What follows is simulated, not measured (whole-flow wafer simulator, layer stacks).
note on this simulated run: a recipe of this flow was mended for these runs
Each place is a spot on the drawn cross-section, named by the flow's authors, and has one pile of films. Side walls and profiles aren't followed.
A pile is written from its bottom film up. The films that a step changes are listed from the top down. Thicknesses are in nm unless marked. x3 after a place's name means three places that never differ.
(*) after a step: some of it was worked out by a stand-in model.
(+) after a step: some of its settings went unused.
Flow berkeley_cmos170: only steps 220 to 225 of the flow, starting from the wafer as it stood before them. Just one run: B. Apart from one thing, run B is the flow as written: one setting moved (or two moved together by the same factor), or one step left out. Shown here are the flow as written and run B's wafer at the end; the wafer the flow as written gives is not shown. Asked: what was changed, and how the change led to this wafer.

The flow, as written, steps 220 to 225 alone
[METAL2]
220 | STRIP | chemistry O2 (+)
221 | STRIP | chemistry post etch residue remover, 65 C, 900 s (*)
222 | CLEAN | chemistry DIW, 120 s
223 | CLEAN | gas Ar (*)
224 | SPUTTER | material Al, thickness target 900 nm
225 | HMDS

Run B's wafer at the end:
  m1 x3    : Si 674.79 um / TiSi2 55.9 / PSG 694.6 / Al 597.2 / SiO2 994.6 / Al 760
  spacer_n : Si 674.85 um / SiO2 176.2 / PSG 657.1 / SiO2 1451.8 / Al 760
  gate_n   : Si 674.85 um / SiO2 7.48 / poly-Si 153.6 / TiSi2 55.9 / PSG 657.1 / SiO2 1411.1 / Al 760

The reason: step 224, SPUTTER: thickness target 760 nm was run, whereas the flow has thickness target 900 nm.
One can read it off the wafer: m1 x3 has Al 760, and step 224 as written asks for 900 nm.

How this came from the change, step by step:
  224 | SPUTTER | material Al, thickness target 900 nm
      field, mark, sd_n and 9 more: +760 Al (new film) (in the flow as written it would be: +900 Al (new film))
      via1: +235 Al (in the flow as written it would be: +259.4 Al)
